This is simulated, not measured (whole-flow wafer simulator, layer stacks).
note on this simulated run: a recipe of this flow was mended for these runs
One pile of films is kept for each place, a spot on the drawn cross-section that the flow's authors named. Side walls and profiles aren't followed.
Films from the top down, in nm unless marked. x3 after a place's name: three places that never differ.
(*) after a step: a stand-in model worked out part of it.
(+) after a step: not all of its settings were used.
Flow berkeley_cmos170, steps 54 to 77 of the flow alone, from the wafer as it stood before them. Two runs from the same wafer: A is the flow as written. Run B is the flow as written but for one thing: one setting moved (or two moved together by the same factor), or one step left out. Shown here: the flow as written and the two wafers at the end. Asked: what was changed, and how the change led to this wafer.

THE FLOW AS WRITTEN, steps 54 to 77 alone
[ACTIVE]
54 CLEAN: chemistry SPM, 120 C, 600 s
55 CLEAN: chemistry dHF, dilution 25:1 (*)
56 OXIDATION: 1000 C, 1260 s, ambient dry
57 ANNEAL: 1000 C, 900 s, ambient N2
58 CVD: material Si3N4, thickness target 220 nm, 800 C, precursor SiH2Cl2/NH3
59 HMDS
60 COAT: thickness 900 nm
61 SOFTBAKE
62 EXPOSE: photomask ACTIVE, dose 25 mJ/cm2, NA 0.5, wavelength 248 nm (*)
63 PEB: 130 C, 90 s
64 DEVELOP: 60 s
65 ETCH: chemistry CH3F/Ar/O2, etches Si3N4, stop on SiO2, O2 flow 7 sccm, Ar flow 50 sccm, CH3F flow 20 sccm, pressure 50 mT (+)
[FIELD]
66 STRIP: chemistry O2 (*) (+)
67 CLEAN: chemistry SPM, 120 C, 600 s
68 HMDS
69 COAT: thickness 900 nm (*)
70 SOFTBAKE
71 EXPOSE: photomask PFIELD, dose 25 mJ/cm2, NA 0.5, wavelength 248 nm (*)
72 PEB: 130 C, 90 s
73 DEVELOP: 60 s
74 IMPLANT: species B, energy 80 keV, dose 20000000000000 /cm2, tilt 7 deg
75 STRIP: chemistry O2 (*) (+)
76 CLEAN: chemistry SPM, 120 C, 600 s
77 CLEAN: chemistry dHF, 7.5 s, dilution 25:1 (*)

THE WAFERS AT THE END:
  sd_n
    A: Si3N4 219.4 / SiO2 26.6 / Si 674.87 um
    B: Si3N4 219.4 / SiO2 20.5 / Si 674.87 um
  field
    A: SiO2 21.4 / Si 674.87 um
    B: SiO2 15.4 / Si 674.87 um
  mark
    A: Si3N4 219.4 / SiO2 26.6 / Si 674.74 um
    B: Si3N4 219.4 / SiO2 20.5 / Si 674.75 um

The cause: step 56, OXIDATION: 973 C was run, where the flow has 1000 C.

How the change led to this, step by step:
  56 OXIDATION: 1000 C, 1260 s, ambient dry
      field, mark, sd_n and 10 more: A SiO2 +26.6 (new film), Si -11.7 | B SiO2 +20.5 (new film), Si -9.02
